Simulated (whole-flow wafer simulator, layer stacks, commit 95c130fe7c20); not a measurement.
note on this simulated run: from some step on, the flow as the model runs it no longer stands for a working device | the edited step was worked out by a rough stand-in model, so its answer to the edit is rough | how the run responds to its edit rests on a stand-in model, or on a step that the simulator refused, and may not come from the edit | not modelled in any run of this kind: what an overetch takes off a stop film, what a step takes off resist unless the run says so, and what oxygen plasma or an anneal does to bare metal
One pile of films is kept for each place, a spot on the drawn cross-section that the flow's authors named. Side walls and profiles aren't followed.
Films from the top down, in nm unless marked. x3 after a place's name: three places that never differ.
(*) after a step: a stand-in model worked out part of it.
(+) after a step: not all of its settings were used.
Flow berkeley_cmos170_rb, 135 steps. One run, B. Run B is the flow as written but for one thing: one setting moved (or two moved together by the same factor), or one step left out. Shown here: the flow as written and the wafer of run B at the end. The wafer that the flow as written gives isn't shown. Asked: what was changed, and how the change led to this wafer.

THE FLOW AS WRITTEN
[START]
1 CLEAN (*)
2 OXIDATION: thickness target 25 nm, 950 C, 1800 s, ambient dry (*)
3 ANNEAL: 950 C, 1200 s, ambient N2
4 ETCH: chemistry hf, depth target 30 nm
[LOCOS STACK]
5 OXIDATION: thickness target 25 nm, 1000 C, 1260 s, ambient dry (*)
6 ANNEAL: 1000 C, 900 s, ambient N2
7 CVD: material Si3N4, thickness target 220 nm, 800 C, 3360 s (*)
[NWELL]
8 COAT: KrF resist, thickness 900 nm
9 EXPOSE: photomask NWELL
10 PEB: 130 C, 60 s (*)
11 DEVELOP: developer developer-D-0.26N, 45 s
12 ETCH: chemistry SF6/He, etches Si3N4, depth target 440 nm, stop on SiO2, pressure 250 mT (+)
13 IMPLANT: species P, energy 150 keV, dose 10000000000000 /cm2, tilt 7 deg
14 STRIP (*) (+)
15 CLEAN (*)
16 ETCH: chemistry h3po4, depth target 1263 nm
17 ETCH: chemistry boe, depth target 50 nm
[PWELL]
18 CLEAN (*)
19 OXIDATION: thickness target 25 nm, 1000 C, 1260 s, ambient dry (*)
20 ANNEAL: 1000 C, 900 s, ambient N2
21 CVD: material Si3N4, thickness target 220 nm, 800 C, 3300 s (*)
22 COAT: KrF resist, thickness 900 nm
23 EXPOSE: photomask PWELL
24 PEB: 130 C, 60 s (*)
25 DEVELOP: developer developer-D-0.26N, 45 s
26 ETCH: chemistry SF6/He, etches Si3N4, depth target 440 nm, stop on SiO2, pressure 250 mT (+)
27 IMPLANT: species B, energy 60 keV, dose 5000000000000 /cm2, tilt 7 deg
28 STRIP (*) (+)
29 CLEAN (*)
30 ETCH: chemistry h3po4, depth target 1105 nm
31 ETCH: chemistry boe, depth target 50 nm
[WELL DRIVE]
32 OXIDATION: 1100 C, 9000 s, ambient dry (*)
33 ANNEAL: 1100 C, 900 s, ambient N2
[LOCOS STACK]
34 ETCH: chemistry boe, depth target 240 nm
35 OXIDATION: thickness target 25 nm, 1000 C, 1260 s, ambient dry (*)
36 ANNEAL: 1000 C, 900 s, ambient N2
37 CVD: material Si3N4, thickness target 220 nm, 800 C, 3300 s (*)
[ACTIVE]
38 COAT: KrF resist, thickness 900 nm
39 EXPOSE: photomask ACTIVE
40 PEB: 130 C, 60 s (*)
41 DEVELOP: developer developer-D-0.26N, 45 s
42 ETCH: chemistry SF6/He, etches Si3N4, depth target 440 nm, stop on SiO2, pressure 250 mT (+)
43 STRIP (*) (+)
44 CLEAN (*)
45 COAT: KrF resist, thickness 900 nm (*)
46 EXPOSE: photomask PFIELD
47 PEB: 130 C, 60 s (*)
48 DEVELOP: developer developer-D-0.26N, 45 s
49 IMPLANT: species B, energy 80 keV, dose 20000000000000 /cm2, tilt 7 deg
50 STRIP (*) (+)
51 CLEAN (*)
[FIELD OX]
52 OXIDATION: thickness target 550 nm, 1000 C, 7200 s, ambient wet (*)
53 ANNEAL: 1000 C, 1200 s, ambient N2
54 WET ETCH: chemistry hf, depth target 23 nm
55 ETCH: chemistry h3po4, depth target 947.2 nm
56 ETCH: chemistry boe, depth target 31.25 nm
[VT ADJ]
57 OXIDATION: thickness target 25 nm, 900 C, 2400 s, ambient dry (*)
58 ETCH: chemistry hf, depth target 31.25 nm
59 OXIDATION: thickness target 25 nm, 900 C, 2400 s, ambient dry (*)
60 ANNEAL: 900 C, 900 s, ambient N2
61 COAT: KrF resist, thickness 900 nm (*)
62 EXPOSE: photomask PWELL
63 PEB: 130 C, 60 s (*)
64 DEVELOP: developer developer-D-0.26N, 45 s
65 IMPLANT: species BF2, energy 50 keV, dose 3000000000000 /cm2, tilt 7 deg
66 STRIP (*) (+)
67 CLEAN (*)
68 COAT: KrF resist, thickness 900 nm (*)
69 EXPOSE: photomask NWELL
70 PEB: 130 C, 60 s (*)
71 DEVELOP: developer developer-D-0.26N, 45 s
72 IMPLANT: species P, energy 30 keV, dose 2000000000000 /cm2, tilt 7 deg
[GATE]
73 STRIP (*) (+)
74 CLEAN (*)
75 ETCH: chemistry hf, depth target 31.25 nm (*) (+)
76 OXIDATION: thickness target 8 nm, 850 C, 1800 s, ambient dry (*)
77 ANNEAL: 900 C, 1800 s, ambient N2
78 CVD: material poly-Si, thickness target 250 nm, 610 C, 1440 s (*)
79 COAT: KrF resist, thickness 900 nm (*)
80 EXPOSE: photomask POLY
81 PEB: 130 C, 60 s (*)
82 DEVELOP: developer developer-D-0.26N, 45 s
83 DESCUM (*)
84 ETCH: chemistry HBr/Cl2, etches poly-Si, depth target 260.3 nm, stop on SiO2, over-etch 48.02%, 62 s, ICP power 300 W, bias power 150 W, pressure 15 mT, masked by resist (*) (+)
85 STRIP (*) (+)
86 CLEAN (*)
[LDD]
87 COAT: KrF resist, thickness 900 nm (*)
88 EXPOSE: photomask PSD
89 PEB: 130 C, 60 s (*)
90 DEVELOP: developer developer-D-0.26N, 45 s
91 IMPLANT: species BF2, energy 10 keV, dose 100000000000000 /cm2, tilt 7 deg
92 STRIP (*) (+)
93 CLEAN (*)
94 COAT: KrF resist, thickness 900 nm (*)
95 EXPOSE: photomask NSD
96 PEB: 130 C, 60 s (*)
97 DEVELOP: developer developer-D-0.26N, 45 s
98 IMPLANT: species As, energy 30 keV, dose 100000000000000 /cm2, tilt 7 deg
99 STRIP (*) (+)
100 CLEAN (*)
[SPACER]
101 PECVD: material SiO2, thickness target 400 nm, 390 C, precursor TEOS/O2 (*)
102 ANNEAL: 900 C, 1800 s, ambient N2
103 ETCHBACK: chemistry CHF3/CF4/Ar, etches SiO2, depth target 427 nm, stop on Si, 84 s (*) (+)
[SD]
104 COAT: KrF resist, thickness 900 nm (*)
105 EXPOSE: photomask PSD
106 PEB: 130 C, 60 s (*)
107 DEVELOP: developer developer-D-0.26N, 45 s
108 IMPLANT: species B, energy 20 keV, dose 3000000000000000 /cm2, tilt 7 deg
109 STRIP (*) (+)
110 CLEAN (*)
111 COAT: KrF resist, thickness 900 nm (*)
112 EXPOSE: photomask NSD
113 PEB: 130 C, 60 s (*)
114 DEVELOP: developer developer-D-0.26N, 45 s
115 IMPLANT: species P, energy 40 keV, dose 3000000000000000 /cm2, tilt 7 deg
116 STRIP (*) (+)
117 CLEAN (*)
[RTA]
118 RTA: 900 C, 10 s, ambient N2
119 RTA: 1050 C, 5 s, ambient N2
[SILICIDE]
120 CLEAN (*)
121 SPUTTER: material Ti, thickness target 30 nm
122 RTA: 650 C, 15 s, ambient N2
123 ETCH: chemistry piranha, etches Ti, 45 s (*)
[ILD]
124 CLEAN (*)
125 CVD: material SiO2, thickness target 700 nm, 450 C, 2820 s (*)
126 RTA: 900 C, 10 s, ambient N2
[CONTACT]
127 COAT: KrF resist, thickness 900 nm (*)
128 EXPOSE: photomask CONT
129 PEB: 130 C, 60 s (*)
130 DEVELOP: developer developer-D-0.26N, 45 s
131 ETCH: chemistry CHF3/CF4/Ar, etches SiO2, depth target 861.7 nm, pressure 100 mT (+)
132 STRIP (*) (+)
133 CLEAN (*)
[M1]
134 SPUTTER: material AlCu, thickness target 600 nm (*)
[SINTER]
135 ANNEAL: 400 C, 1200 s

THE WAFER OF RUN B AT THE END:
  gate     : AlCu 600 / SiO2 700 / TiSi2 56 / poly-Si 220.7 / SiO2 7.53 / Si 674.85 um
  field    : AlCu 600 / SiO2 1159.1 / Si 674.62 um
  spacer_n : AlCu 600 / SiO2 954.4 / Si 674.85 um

The cause: step 78, CVD: thickness target 274 nm was run, where the flow has thickness target 250 nm; step 78, CVD: 1575 s was run, where the flow has 1440 s.

How the change led to this, step by step:
  78 CVD: material poly-Si, thickness target 250 nm, 610 C, 1440 s (*)
      field, sd_n, spacer_n and 6 more: poly-Si +274 (new film) (as written it would be: poly-Si +250 (new film))
  84 ETCH: chemistry HBr/Cl2, etches poly-Si, depth target 260.3 nm, stop on SiO2, over-etch 48.02%, 62 s, ICP power 300 W, bias power 150 W, pressure 15 mT, masked by resist (*) (+)
      field, sd_n, spacer_n, sd_p, spacer_p, contact, m1: poly-Si -274 (all of it), SiO2 -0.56 (as written it would be: poly-Si -250 (all of it), SiO2 -1.42)
  87 COAT: KrF resist, thickness 900 nm (*)
      gate: KrF resist +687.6 (new film) (as written it would be: KrF resist +706 (new film))
      gate_p: KrF resist +688 (new film) (as written it would be: KrF resist +706.3 (new film))
  90 DEVELOP: developer developer-D-0.26N, 45 s
      gate_p: KrF resist -688 (all of it) (as written it would be: KrF resist -706.3 (all of it))
  92 STRIP (*) (+)
      gate: KrF resist -673.4 (all of it) (as written it would be: KrF resist -691.8 (all of it))
  94 COAT: KrF resist, thickness 900 nm (*)
      gate: KrF resist +687.6 (new film) (as written it would be: KrF resist +706 (new film))
      gate_p: KrF resist +688 (new film) (as written it would be: KrF resist +706.3 (new film))
  97 DEVELOP: developer developer-D-0.26N, 45 s
      gate: KrF resist -687.6 (all of it) (as written it would be: KrF resist -706 (all of it))
  99 STRIP (*) (+)
      gate_p: KrF resist -673.8 (all of it) (as written it would be: KrF resist -692.1 (all of it))
  103 ETCHBACK: chemistry CHF3/CF4/Ar, etches SiO2, depth target 427 nm, stop on Si, 84 s (*) (+)
      spacer_n, spacer_p: SiO2 -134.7 (as written it would be: SiO2 -157.9)
  104 COAT: KrF resist, thickness 900 nm (*)
      spacer_n: KrF resist +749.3 (new film) (as written it would be: KrF resist +766.3 (new film))
      gate: KrF resist +725.5 (new film) (as written it would be: KrF resist +742.1 (new film))
      (and at 2 more places)
  107 DEVELOP: developer developer-D-0.26N, 45 s
      spacer_p: KrF resist -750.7 (all of it) (as written it would be: KrF resist -767.7 (all of it))
      gate_p: KrF resist -726.6 (all of it) (as written it would be: KrF resist -743.2 (all of it))
  109 STRIP (*) (+)
      spacer_n: KrF resist -735.1 (all of it) (as written it would be: KrF resist -752.1 (all of it))
      gate: KrF resist -711.3 (all of it) (as written it would be: KrF resist -727.9 (all of it))
  111 COAT: KrF resist, thickness 900 nm (*)
      spacer_n: KrF resist +749.3 (new film) (as written it would be: KrF resist +766.3 (new film))
      gate: KrF resist +725.5 (new film) (as written it would be: KrF resist +742.1 (new film))
      (and at 2 more places)
  114 DEVELOP: developer developer-D-0.26N, 45 s
      spacer_n: KrF resist -749.3 (all of it) (as written it would be: KrF resist -766.3 (all of it))
      gate: KrF resist -725.5 (all of it) (as written it would be: KrF resist -742.1 (all of it))
  116 STRIP (*) (+)
      spacer_p: KrF resist -736.5 (all of it) (as written it would be: KrF resist -753.5 (all of it))
      gate_p: KrF resist -712.4 (all of it) (as written it would be: KrF resist -729 (all of it))
